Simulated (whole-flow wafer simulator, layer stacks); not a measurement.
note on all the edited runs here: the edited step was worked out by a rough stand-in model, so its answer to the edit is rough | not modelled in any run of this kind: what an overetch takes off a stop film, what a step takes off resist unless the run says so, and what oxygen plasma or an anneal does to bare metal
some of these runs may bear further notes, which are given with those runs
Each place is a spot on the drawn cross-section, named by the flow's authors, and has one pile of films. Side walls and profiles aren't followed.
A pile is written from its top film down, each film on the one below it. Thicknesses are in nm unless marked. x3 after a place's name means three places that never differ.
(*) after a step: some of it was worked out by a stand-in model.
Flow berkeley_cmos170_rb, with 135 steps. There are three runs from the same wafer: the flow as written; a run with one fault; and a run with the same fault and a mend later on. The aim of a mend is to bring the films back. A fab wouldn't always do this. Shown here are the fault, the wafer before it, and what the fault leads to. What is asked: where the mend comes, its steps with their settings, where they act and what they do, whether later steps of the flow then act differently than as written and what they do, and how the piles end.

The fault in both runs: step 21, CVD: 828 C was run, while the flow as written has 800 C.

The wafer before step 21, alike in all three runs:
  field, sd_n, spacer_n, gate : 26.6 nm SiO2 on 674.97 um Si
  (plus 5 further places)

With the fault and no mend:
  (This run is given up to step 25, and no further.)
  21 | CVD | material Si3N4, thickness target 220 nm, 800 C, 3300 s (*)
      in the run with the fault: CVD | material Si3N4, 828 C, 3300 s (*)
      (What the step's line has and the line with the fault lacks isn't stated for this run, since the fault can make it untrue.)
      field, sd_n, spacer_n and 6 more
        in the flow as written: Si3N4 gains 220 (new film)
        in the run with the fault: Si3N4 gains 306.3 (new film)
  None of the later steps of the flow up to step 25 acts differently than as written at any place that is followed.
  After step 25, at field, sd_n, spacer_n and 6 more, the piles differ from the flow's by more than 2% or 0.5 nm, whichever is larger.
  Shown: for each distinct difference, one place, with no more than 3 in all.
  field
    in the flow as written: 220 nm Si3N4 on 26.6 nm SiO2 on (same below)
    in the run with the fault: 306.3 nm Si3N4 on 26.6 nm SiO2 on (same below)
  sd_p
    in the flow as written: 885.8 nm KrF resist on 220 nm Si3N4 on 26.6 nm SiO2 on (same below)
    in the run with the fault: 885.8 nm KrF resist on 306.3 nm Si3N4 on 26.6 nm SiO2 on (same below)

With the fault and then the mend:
  After step 21 comes the mend.
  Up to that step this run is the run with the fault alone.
  21a | ETCH | chemistry h3po4, depth target 86.35 nm (the flow's step 16, run once more with other settings)
      field, sd_n, spacer_n and 6 more
        Si3N4 loses 86.3
  None of the later steps of the flow acts differently than as written at any place that is followed.
  At every place that both follow, the piles at the end match the flow's.
